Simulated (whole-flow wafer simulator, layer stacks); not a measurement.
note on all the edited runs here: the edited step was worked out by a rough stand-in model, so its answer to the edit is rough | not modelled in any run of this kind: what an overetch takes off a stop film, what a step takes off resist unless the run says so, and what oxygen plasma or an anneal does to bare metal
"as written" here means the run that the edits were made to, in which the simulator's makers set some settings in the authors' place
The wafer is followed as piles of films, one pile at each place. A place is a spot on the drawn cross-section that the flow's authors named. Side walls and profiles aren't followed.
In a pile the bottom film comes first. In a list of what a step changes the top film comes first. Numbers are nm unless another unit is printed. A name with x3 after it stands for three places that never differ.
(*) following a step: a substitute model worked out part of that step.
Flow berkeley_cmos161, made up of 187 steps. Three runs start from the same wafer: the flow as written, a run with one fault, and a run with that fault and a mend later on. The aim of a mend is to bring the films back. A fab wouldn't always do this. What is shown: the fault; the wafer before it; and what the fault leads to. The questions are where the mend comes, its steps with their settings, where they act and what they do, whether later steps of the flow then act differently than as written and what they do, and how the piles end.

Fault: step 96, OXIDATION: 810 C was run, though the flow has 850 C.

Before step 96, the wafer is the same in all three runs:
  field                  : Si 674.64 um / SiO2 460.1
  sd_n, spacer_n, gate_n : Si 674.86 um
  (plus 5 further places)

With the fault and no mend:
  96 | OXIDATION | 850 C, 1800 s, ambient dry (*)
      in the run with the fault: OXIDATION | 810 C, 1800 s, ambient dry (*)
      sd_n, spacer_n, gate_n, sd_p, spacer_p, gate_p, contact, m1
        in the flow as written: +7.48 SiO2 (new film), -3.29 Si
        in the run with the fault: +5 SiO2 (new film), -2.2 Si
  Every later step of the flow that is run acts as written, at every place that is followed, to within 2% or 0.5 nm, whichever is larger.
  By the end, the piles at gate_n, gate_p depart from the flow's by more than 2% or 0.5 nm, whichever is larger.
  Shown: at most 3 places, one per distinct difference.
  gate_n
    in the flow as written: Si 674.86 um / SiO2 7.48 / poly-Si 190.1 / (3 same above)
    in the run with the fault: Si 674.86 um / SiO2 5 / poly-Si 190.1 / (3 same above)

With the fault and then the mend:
  The mend stands after step 96.
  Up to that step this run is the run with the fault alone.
  96a | OXIDATION | 850 C, 974 s, ambient dry (*) (the flow's step 96 again, with other settings)
      sd_n, spacer_n, gate_n, sd_p, spacer_p, gate_p, contact, m1
        +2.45 SiO2, -1.08 Si
      field
        +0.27 SiO2, -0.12 Si
  Every later step of the flow that is run acts as written, at every place that is followed, to within 2% or 0.5 nm, whichever is larger.
  At the end the piles are close to the flow's at the places that both follow, differing by at most 2% or 0.5 nm, whichever is larger.
